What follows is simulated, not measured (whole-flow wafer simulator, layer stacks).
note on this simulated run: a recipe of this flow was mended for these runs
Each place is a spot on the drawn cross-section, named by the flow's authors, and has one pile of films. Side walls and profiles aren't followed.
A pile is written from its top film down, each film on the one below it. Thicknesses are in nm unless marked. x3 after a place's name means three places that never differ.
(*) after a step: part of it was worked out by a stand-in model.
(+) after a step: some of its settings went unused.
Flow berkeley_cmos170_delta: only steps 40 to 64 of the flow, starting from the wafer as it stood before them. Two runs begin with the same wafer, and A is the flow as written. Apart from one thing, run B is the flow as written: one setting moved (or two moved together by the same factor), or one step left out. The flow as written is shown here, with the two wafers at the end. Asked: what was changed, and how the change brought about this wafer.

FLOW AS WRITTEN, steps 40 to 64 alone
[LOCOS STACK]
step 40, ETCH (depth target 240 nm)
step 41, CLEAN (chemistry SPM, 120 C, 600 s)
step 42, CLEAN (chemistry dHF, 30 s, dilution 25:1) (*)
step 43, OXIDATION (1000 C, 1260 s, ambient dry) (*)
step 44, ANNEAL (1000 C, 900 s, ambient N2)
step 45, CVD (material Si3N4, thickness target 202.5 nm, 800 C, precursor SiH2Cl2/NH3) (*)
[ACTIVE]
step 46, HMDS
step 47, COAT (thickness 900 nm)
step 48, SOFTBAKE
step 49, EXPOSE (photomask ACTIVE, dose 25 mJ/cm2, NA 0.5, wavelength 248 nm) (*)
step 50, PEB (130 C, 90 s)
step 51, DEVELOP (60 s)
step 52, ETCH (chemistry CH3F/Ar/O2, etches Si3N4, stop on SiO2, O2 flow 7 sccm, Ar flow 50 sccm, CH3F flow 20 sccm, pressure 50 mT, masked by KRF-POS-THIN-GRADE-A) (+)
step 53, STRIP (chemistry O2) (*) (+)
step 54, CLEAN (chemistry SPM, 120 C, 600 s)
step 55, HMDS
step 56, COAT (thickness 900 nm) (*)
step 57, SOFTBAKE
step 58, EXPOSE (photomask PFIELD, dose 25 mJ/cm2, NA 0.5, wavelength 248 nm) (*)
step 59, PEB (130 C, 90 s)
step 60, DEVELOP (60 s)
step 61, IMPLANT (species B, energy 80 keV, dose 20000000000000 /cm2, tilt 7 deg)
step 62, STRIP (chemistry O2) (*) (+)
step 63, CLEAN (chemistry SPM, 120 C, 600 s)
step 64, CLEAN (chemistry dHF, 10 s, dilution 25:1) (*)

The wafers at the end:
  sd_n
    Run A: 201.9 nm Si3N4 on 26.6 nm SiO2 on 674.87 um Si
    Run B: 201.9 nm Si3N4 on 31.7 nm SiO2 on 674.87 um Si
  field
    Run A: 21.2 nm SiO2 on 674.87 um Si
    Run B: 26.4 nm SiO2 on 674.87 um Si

Cause: step 43, OXIDATION: 1748 s was run, though the flow has 1260 s.

The path from the change to this, step by step:
  step 43, OXIDATION (1000 C, 1260 s, ambient dry) (*)
      field, sd_n, spacer_n and 6 more: A +26.6 SiO2 (new film), -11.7 Si | B +31.7 SiO2 (new film), -14 Si
